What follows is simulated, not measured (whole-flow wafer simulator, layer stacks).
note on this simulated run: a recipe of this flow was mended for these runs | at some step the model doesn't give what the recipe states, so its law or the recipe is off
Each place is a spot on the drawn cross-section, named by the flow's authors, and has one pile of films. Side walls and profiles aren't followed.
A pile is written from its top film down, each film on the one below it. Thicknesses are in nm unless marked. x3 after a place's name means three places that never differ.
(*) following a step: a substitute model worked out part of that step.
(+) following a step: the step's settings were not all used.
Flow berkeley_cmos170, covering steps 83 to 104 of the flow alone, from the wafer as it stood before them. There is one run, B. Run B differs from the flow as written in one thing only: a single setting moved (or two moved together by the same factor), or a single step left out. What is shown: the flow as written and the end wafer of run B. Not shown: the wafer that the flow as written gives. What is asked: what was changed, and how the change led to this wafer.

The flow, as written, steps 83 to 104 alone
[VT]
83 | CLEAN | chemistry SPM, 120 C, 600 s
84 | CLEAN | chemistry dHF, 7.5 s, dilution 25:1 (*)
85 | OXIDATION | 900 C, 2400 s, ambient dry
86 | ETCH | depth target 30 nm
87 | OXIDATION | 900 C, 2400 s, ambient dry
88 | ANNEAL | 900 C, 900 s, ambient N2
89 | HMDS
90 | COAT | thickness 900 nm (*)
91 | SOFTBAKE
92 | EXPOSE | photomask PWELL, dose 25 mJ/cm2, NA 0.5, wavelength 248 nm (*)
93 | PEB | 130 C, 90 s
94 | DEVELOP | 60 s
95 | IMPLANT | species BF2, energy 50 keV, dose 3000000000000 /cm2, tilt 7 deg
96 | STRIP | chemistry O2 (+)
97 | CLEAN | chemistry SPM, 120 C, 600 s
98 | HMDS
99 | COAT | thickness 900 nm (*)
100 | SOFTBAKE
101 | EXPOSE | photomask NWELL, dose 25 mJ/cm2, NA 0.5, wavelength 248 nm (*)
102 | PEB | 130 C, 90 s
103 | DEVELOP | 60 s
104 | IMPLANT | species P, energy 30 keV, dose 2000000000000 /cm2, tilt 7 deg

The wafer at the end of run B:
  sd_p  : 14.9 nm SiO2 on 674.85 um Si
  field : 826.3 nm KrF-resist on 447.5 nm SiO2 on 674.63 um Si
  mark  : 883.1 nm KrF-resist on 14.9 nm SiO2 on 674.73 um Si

The reason: step 85, OXIDATION: 3264 s was run, while the flow as written has 2400 s; step 86, ETCH: depth target 41 nm was run, where the flow has depth target 30 nm.

Step by step, how the change led to this:
  85 | OXIDATION | 900 C, 2400 s, ambient dry
      mark, sd_n, spacer_n and 9 more: +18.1 SiO2 (new film), -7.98 Si (in the flow as written it would be: +14.9 SiO2 (new film), -6.57 Si)
      field: +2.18 SiO2, -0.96 Si (in the flow as written it would be: +1.6 SiO2, -0.71 Si)
  86 | ETCH | depth target 30 nm
      mark, sd_n, spacer_n and 9 more: -18.1 SiO2 (all of it) (in the flow as written it would be: -14.9 SiO2 (all of it))
      field: -41 SiO2 (in the flow as written it would be: -30 SiO2)
